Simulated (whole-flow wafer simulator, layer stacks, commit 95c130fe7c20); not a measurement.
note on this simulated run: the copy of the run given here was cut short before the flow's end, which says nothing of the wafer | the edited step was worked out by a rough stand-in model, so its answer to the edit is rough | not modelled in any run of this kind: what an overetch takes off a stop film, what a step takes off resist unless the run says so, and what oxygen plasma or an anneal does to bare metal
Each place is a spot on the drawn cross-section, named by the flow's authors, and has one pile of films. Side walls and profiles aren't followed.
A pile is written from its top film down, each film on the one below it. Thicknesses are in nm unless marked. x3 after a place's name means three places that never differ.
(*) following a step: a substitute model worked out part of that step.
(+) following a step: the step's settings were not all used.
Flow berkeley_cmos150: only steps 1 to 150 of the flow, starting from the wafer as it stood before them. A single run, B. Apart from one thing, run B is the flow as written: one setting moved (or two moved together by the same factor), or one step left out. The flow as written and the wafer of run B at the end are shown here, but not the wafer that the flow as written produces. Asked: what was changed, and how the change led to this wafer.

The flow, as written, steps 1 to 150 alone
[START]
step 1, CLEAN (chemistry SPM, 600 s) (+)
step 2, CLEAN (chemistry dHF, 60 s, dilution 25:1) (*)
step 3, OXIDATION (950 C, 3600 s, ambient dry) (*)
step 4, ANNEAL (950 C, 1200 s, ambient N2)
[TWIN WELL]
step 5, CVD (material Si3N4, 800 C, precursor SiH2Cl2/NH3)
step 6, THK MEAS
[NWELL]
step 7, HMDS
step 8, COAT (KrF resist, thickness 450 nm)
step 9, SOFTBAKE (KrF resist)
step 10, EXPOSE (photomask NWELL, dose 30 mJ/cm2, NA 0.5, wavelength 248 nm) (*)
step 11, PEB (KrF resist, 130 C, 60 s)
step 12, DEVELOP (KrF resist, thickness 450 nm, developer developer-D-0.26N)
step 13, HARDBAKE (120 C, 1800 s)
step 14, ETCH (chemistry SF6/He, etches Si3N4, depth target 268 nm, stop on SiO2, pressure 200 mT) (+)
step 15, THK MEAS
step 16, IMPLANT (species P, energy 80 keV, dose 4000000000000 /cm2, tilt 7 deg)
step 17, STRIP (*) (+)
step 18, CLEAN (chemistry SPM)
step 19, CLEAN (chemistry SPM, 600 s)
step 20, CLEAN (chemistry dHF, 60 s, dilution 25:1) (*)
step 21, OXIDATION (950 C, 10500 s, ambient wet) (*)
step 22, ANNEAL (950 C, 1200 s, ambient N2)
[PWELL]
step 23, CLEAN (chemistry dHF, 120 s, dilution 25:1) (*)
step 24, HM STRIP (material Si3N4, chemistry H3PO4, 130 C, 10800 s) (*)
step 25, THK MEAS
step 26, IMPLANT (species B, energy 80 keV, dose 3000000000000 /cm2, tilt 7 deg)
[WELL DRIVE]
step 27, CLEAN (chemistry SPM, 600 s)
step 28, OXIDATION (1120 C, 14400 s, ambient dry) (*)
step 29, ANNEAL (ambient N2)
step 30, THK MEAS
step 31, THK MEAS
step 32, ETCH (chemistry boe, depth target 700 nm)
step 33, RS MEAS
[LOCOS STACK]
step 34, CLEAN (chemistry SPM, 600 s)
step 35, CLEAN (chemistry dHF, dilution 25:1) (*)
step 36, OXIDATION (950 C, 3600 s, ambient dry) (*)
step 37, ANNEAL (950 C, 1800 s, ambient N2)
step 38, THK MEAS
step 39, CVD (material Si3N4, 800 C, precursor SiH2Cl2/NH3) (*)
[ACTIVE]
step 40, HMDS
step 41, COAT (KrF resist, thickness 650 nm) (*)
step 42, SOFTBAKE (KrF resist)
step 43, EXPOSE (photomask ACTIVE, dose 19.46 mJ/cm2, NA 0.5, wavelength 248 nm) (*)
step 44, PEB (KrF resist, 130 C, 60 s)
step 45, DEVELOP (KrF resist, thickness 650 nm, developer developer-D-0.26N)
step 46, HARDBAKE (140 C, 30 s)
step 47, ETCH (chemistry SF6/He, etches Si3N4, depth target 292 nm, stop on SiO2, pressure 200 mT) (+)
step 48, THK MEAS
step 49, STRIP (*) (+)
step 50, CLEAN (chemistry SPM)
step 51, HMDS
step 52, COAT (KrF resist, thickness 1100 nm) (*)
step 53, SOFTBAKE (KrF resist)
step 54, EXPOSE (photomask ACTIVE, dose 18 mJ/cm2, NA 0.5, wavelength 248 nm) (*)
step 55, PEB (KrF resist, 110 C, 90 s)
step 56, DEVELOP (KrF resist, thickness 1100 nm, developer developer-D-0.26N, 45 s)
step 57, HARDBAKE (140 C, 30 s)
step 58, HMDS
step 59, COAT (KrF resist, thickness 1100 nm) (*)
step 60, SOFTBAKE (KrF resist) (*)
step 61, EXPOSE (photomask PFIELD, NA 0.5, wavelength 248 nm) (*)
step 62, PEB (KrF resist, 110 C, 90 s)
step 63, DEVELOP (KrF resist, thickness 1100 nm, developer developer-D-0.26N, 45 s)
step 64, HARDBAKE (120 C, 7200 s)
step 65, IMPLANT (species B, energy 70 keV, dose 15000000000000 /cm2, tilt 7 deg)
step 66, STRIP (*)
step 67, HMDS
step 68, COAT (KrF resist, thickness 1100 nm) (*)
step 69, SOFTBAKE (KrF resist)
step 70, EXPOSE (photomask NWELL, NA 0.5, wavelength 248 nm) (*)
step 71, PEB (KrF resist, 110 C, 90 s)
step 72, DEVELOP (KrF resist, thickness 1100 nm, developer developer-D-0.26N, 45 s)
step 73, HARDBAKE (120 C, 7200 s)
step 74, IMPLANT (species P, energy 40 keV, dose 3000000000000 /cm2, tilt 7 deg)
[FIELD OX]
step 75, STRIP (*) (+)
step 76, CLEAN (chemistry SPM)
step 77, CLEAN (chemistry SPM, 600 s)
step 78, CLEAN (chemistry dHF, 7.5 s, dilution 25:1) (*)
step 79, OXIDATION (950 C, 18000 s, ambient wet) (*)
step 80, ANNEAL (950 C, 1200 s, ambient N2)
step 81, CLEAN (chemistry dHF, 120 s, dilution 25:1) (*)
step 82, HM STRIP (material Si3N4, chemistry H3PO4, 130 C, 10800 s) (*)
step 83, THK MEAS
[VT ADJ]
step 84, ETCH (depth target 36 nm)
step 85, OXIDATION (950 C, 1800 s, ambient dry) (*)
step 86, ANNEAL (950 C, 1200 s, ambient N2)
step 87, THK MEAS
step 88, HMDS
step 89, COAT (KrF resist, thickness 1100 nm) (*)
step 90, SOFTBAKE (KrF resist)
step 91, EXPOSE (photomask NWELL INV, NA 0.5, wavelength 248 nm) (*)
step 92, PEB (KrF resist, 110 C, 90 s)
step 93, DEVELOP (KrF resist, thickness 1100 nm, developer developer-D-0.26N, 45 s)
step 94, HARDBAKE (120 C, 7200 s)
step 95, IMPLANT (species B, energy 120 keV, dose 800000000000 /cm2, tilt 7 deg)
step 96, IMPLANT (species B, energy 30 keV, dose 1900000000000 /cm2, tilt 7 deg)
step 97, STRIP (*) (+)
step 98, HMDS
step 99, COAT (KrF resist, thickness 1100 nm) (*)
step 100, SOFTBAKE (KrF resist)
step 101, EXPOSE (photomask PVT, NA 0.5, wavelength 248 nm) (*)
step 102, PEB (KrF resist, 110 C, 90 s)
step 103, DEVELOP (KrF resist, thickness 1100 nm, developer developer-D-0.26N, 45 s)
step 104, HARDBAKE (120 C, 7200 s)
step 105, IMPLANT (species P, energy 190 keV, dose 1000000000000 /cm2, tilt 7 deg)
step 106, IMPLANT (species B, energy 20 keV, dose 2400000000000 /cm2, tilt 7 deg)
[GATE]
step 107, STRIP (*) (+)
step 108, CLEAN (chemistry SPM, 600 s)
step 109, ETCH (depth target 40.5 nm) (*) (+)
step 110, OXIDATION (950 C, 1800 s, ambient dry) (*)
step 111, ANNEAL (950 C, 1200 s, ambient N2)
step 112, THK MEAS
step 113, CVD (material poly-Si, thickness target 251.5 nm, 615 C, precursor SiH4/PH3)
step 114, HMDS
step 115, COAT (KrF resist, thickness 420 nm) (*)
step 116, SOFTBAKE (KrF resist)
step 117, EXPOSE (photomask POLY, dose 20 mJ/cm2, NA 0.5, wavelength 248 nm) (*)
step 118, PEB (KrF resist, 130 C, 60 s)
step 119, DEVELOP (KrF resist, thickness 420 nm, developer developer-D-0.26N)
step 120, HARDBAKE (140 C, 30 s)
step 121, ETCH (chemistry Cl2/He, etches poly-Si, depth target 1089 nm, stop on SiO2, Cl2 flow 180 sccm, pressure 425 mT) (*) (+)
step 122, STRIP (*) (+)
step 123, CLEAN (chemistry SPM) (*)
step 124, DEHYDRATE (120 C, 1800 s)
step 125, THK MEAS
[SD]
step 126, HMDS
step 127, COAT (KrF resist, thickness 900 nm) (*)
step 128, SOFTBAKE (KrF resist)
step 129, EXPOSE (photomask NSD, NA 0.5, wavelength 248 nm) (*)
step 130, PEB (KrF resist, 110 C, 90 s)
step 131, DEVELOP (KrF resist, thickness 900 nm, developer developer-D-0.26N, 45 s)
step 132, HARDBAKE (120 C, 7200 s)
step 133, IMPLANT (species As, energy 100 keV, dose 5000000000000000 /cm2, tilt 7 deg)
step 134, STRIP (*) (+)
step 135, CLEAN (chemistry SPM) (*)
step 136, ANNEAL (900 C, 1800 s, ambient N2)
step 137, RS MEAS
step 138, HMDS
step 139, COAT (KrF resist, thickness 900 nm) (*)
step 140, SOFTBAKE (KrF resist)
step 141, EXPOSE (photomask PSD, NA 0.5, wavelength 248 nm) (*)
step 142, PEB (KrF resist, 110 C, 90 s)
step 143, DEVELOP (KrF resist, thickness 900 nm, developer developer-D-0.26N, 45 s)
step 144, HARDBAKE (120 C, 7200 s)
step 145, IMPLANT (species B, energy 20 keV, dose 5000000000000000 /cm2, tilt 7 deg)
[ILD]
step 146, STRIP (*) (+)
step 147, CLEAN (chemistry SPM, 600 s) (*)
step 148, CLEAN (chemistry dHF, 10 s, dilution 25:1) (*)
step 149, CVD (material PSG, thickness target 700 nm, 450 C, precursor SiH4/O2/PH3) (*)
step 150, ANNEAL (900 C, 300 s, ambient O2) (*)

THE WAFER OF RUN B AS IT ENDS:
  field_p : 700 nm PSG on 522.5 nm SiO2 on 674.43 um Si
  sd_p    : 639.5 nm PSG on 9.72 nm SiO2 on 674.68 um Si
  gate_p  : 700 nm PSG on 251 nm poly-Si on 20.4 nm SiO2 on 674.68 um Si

The reason: step 21, OXIDATION: 12600 s was run, whereas the flow has 10500 s.

The path from the change to this, step by step:
  step 21, OXIDATION (950 C, 10500 s, ambient wet) (*)
      field, sd_n, gate_n, contact, m1: SiO2 gains 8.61 (new film), Si3N4 loses 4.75 (in the flow as written it would be: SiO2 gains 7.45 (new film), Si3N4 loses 4.11)
      field_p, sd_p, gate_p: SiO2 gains 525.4, Si loses 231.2 (in the flow as written it would be: SiO2 gains 461.2, Si loses 202.9)
  step 23, CLEAN (chemistry dHF, 120 s, dilution 25:1) (*)
      field, sd_n, gate_n, contact, m1: SiO2 loses 8.61 (all of it), Si3N4 loses 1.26 (in the flow as written it would be: SiO2 loses 7.45 (all of it), Si3N4 loses 1.36)
  step 28, OXIDATION (1120 C, 14400 s, ambient dry) (*)
      field_p, sd_p, gate_p: SiO2 gains 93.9, Si loses 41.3 (in the flow as written it would be: SiO2 gains 103.6, Si loses 45.6)
  step 32, ETCH (chemistry boe, depth target 700 nm)
      field_p, sd_p, gate_p: SiO2 loses 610 (all of it) (in the flow as written it would be: SiO2 loses 555.5 (all of it))
  step 115, COAT (KrF resist, thickness 420 nm) (*)
      field_p: KrF resist gains 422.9 (new film) (in the flow as written it would be: KrF resist gains 413.4 (new film))
  step 119, DEVELOP (KrF resist, thickness 420 nm, developer developer-D-0.26N)
      field_p: KrF resist loses 422.3 (all of it) (in the flow as written it would be: KrF resist loses 412.9 (all of it))
  step 122, STRIP (*) (+)
      gate_p: chemical SiO2 gains 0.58 (new film), KrF resist loses 211.8 (all of it), poly-Si loses 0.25 (in the flow as written it would be: chemical SiO2 gains 0.57 (new film), KrF resist loses 206.4 (all of it), poly-Si loses 0.25)
